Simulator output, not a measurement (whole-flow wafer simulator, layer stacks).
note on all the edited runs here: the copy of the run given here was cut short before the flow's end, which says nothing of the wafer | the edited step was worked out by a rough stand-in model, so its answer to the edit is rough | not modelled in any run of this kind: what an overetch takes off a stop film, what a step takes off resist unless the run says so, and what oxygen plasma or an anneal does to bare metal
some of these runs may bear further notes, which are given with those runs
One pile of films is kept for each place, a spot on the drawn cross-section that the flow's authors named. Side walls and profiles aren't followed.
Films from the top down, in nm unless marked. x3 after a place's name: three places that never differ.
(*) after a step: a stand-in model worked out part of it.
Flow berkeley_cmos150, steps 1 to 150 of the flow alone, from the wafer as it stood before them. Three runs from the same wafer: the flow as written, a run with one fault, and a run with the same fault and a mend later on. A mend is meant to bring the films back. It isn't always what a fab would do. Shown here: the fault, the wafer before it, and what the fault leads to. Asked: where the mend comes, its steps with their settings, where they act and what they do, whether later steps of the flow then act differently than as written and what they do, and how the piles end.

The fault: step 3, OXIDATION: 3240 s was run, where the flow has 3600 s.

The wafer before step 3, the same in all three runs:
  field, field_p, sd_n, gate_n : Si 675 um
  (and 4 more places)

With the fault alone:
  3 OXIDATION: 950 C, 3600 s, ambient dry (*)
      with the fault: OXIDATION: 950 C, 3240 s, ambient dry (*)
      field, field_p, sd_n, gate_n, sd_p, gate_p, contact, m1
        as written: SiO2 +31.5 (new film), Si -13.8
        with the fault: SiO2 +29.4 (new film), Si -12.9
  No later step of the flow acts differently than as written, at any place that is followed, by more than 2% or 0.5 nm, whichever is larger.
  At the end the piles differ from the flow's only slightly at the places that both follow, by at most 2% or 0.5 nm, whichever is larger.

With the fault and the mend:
  The mend comes after step 3.
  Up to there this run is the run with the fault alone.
  3a OXIDATION: 950 C, 360 s, ambient dry (*) (the flow's step 3 once more, with other settings)
      field, field_p, sd_n, gate_n, sd_p, gate_p, contact, m1
        SiO2 +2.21, Si -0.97
  No later step of the flow acts differently than as written, at any place that is followed, by more than 2% or 0.5 nm, whichever is larger.
  At the end the piles are the same as the flow's at every place that both follow.
